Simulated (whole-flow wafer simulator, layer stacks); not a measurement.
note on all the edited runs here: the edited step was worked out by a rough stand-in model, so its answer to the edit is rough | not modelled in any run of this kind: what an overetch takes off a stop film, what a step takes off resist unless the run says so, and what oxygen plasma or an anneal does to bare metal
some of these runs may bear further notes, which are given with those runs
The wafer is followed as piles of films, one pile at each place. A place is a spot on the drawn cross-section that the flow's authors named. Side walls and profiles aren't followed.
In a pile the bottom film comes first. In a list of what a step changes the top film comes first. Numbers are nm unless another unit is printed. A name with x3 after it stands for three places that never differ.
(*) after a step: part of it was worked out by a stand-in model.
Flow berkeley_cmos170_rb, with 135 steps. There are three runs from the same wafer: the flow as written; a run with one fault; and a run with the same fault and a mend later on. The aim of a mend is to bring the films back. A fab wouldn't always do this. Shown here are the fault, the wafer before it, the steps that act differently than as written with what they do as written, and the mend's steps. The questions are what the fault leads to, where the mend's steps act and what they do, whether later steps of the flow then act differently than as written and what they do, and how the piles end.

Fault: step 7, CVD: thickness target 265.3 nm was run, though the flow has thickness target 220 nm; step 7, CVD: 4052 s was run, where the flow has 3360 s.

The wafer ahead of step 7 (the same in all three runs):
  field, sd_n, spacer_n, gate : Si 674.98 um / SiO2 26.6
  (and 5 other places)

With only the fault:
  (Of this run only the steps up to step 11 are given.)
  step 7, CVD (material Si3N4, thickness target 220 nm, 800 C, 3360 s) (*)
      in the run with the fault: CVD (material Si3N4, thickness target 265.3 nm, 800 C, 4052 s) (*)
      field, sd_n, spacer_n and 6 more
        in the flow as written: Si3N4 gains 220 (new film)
        in the run with the fault: Si3N4 gains 265.3 (new film)
  Every later step of the flow up to step 11 that is run acts as written at every place that is followed.
  After step 11, at field, sd_n, spacer_n and 6 more, the piles differ from the flow's by more than 2% or 0.5 nm, whichever is larger.
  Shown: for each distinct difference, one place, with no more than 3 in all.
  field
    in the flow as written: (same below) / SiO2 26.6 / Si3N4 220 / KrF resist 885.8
    in the run with the fault: (same below) / SiO2 26.6 / Si3N4 265.3 / KrF resist 885.8
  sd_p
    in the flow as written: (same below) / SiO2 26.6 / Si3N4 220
    in the run with the fault: (same below) / SiO2 26.6 / Si3N4 265.3

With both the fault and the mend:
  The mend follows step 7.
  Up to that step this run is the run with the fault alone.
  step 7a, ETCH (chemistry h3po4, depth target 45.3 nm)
      field, sd_n, spacer_n and 6 more
        Si3N4 loses 45.3
  Every later step of the flow that is run acts as written at every place that is followed.
  By the end, the piles equal the flow's at every place that both follow.
